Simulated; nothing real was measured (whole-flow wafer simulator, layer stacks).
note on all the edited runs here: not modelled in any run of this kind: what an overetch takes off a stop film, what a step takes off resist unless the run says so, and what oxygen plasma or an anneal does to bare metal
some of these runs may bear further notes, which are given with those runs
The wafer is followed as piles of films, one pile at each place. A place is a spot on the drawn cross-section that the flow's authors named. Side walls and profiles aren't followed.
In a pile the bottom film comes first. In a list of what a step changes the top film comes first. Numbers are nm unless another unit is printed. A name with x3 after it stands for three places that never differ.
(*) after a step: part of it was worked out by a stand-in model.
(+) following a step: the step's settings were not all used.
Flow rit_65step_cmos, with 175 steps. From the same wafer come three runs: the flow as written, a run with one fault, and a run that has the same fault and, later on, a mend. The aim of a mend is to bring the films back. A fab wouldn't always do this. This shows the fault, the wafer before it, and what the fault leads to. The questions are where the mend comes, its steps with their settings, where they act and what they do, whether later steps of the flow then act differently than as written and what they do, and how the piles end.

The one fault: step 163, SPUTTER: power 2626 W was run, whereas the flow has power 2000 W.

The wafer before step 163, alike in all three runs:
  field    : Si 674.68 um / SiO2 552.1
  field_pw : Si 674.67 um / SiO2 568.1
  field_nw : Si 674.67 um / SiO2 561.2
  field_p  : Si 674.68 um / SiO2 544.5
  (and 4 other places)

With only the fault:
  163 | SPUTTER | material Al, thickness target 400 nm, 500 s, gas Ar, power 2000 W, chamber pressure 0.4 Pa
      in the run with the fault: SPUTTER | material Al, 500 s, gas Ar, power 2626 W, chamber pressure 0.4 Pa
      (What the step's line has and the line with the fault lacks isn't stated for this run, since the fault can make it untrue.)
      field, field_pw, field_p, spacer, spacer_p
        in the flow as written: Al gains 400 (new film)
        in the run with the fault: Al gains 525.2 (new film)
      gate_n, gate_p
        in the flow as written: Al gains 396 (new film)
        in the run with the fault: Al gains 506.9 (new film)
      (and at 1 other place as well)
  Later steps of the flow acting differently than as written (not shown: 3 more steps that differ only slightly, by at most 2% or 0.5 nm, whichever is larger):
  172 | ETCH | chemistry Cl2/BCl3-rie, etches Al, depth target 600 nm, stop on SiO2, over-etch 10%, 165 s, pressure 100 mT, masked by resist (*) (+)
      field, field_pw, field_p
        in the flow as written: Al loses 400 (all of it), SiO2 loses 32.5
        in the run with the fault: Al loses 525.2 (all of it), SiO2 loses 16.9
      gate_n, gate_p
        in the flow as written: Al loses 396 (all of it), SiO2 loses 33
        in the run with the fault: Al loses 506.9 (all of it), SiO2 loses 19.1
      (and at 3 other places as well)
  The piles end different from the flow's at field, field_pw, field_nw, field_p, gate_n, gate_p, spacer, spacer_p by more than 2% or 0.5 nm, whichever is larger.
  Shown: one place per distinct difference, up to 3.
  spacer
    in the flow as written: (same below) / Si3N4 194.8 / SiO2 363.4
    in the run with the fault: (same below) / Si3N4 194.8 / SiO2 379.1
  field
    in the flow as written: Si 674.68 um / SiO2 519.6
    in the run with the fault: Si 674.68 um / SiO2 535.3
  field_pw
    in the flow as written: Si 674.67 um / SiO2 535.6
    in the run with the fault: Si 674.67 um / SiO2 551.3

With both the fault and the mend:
  The mend follows step 164.
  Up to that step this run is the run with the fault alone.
  164a | ETCH | chemistry al pan, depth target 601.6 nm
      field, field_pw, field_nw, field_p, spacer, spacer_p
        Al loses 525.2 (all of it)
      gate_n, gate_p
        Al loses 506.9 (all of it)
  164b | SPUTTER | material Al, thickness target 400 nm, 500 s, gas Ar, power 2000 W, chamber pressure 0.4 Pa (the flow's step 163 again)
      field, field_pw, field_p, spacer, spacer_p
        Al gains 400 (new film)
      gate_n, gate_p
        Al gains 396 (new film)
      field_nw
        Al gains 397.2 (new film)
  Every later step of the flow that is run acts as written at every place that is followed.
  At every place that both follow, the piles at the end match the flow's.
